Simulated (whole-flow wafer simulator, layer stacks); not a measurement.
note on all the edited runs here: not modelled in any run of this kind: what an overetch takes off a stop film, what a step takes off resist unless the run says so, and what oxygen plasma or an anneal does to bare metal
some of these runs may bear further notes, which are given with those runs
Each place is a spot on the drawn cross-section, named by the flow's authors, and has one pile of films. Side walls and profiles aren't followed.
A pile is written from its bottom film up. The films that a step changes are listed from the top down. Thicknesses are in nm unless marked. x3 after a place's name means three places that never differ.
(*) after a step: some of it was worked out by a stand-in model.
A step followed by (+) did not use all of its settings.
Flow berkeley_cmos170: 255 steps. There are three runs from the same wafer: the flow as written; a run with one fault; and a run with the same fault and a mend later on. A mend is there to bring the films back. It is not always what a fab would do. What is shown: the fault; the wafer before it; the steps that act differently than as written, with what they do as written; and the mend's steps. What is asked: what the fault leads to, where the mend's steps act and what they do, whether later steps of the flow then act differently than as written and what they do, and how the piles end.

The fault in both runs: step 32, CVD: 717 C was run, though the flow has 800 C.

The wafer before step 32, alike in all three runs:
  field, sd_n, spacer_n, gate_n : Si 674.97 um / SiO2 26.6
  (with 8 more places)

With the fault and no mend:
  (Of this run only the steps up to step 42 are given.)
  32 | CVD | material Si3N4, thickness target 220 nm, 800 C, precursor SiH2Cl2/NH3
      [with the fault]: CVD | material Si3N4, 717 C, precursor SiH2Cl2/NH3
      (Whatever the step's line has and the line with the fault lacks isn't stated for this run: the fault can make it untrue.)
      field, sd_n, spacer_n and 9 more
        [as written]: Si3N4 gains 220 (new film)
        [with the fault]: Si3N4 gains 62.5 (new film)
  Steps further on in the flow that do not act as written:
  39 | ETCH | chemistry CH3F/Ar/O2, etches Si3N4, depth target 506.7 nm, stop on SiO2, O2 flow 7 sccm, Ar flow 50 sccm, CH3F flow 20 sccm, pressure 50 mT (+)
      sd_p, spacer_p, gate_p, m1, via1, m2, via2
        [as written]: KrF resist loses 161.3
        [with the fault]: KrF resist loses 56.3
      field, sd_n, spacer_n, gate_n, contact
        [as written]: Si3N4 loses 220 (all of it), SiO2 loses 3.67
        [with the fault]: Si3N4 loses 62.5 (all of it), SiO2 loses 3.67
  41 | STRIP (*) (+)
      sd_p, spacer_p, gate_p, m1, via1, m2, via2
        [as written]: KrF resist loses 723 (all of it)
        [with the fault]: KrF resist loses 828.1 (all of it)
  After step 42, at sd_p, spacer_p, gate_p, m1, via1, m2, via2, the piles differ from the flow's by more than 2% or 0.5 nm, whichever is larger.
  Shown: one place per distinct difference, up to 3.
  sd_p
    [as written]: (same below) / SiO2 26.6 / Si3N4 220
    [with the fault]: (same below) / SiO2 26.6 / Si3N4 62.5

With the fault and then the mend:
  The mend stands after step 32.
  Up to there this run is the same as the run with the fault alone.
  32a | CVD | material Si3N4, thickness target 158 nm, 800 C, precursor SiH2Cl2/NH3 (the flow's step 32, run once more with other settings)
      field, sd_n, spacer_n and 9 more
        Si3N4 gains 158
  Later steps of the flow that are run all act as written at every place that is followed, up to a difference of at most 2% or 0.5 nm, whichever is larger.
  By the end, the piles equal the flow's at every place that both follow.
